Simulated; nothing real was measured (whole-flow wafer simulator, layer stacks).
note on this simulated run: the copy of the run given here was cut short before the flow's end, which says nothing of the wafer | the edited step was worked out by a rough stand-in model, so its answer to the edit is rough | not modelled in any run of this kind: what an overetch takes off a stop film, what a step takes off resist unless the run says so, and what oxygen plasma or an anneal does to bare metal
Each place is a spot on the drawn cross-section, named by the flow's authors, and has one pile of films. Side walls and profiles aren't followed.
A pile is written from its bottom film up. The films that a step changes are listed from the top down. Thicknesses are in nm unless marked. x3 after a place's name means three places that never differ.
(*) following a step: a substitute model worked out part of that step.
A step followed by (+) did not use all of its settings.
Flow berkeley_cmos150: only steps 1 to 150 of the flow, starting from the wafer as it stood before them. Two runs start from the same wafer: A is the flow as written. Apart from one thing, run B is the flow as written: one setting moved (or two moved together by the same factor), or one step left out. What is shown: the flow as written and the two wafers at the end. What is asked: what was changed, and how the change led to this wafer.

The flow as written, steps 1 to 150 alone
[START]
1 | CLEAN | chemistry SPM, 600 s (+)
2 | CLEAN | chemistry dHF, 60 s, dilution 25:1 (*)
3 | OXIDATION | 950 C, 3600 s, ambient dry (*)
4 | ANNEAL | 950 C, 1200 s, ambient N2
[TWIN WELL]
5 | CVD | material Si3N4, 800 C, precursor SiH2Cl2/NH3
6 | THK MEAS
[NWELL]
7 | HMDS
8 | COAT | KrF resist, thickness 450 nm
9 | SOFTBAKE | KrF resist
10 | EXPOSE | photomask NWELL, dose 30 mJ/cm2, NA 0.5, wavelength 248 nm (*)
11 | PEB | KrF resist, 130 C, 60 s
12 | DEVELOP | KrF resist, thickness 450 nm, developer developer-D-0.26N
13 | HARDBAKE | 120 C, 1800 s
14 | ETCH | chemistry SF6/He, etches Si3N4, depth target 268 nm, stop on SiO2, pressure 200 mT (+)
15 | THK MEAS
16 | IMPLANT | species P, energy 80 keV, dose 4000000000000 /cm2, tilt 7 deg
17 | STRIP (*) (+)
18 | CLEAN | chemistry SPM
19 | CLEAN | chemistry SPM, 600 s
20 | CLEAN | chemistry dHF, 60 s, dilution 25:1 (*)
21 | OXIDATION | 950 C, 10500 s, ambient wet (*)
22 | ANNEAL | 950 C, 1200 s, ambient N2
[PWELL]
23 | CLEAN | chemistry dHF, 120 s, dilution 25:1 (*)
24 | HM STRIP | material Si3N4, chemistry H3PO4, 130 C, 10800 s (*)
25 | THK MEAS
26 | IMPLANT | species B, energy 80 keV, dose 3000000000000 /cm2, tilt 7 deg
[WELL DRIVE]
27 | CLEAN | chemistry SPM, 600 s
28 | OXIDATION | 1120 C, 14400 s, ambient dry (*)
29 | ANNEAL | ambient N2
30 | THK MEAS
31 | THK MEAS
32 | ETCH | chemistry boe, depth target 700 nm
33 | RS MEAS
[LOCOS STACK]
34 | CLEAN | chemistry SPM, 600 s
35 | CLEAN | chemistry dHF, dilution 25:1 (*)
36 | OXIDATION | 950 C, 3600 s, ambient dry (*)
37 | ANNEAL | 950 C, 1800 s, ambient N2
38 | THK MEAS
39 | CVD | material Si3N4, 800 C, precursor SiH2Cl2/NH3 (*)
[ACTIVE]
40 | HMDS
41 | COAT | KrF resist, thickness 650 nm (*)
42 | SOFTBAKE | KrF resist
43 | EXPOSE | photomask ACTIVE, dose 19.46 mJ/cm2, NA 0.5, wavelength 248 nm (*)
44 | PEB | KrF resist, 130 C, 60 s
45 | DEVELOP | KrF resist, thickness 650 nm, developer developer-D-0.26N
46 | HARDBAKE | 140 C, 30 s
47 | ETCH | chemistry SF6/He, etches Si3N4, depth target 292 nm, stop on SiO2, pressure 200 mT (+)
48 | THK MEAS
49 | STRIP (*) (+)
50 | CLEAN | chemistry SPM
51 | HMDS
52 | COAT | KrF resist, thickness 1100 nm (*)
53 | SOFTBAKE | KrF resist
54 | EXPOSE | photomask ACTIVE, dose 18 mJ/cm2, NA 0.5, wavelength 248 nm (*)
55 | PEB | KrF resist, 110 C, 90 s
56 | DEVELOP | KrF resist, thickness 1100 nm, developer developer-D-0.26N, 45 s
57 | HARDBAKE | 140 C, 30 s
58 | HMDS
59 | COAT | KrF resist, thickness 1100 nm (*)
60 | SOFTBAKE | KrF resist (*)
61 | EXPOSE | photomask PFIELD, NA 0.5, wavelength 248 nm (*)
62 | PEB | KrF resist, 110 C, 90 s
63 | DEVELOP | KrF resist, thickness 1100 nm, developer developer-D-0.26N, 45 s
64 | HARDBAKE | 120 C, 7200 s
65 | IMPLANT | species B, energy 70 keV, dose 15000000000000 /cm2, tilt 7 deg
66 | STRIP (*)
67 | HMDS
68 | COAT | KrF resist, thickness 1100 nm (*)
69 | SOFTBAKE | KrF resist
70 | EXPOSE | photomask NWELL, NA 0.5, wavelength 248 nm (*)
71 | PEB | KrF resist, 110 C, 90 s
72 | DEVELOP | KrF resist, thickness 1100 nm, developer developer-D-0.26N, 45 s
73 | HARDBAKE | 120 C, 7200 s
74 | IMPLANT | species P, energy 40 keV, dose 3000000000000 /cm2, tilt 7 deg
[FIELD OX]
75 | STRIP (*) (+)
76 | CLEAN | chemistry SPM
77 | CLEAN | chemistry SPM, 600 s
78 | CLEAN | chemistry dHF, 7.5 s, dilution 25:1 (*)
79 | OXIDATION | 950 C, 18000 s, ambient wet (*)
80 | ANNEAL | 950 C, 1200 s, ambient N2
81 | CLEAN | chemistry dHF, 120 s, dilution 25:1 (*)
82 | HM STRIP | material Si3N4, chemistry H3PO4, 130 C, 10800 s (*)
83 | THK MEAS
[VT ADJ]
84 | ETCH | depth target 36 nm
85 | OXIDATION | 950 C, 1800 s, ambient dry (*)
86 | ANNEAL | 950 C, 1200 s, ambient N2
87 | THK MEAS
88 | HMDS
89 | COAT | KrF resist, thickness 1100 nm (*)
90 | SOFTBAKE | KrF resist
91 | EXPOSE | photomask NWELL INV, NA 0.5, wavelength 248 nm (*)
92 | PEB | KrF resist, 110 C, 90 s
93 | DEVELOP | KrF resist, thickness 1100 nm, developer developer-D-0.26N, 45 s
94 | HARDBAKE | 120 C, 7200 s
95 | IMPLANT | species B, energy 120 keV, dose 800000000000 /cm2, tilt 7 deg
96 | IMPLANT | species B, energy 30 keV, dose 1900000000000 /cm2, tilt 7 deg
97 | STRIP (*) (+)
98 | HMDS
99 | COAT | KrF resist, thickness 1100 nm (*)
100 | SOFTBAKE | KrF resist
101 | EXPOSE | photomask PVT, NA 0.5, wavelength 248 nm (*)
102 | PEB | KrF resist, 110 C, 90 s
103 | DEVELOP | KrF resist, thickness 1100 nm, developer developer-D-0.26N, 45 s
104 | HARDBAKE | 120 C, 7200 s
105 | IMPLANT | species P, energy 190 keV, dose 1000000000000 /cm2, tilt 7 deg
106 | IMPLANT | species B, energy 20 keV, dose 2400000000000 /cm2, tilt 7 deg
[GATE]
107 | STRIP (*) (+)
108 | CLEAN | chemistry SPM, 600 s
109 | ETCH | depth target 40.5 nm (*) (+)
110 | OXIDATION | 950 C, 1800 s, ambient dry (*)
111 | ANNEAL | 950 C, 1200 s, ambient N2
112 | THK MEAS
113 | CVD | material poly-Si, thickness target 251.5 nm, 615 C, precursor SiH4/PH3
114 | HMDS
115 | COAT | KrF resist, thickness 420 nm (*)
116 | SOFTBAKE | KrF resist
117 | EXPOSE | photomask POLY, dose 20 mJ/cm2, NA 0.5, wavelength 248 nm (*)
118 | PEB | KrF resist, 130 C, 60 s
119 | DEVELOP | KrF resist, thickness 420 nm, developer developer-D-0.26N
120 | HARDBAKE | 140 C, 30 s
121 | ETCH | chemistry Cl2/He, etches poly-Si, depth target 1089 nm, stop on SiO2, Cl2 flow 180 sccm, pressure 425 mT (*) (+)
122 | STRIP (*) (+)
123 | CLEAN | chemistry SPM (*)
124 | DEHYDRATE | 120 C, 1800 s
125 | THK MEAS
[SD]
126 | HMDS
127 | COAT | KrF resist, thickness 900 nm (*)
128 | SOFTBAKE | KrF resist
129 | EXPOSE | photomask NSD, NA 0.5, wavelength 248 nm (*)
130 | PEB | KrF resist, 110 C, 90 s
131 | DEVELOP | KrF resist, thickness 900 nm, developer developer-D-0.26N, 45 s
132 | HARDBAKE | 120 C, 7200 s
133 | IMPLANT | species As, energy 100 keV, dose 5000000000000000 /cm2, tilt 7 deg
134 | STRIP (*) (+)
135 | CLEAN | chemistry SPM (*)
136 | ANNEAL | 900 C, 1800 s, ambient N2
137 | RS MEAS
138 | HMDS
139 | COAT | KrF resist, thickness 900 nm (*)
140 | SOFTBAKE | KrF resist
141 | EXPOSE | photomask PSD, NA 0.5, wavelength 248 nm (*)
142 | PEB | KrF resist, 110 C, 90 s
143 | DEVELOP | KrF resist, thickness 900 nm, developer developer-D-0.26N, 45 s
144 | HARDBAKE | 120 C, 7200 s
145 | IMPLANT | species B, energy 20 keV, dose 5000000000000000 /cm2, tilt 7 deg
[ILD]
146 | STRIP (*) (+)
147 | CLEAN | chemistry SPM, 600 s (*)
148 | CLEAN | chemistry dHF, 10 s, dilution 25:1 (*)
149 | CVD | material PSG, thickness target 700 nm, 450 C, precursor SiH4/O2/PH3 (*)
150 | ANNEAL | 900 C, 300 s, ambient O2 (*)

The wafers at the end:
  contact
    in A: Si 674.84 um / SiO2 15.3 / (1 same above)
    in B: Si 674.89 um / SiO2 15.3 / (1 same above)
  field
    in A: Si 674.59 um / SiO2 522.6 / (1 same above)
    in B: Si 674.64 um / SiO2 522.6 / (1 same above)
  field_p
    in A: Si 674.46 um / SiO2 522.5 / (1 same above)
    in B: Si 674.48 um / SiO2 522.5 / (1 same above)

What caused this: step 28, OXIDATION: 5760 s was run, whereas the flow has 14400 s.

How this came from the change, step by step:
  28 | OXIDATION | 1120 C, 14400 s, ambient dry (*)
      field, sd_n, gate_n, contact, m1: A SiO2 gains 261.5, Si loses 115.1 | B SiO2 gains 143.3, Si loses 63
      field_p, sd_p, gate_p: A SiO2 gains 103.6, Si loses 45.6 | B SiO2 gains 43.7, Si loses 19.2
  32 | ETCH | chemistry boe, depth target 700 nm
      field, sd_n, gate_n, contact, m1: A SiO2 loses 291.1 (all of it) | B SiO2 loses 172.9 (all of it)
      field_p, sd_p, gate_p: A SiO2 loses 555.5 (all of it) | B SiO2 loses 495.6 (all of it)
  115 | COAT | KrF resist, thickness 420 nm (*)
      field_p: A KrF resist gains 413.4 (new film) | B KrF resist gains 423.6 (new film)
  119 | DEVELOP | KrF resist, thickness 420 nm, developer developer-D-0.26N
      field_p: A KrF resist loses 412.9 (all of it) | B KrF resist loses 423 (all of it)
  122 | STRIP (*) (+)
      gate_p: A chemical SiO2 gains 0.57 (new film), KrF resist loses 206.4 (all of it), poly-Si loses 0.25 | B chemical SiO2 gains 0.58 (new film), KrF resist loses 212.1 (all of it), poly-Si loses 0.25
